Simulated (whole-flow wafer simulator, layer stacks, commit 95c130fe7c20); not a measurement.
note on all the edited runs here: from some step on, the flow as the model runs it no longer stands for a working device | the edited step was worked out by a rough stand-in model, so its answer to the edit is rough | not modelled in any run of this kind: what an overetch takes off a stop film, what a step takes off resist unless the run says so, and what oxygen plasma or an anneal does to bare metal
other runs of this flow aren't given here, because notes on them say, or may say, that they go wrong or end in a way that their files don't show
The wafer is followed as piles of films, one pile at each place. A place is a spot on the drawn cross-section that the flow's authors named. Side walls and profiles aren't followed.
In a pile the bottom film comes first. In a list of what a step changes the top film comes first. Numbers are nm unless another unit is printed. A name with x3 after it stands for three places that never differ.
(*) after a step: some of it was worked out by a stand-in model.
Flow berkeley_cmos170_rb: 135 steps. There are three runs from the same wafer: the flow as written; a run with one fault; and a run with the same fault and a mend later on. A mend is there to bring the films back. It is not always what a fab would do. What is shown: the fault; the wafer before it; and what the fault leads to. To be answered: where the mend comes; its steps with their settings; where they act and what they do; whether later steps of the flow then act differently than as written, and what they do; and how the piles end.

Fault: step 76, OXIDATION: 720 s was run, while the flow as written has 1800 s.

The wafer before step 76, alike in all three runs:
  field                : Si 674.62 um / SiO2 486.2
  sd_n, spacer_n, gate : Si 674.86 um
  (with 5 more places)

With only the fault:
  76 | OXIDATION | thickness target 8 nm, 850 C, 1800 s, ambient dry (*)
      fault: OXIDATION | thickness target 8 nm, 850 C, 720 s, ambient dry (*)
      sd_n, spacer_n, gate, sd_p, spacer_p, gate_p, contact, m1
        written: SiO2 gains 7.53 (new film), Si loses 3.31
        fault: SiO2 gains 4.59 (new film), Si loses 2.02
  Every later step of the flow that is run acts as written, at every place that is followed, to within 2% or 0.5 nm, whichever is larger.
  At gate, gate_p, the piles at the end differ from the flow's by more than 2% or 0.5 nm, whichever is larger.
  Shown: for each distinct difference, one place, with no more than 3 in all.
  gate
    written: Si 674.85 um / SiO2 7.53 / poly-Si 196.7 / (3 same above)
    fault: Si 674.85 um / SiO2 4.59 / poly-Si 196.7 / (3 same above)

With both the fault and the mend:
  After step 76 comes the mend.
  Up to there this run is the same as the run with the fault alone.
  76a | OXIDATION | thickness target 8 nm, 850 C, 1080 s, ambient dry (*) (a further turn of the flow's step 76, with different settings)
      sd_n, spacer_n, gate, sd_p, spacer_p, gate_p, contact, m1
        SiO2 gains 2.94, Si loses 1.29
      field
        SiO2 gains 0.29, Si loses 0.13
  Every later step of the flow that is run acts as written at every place that is followed.
  At every place that both follow, the piles at the end match the flow's.
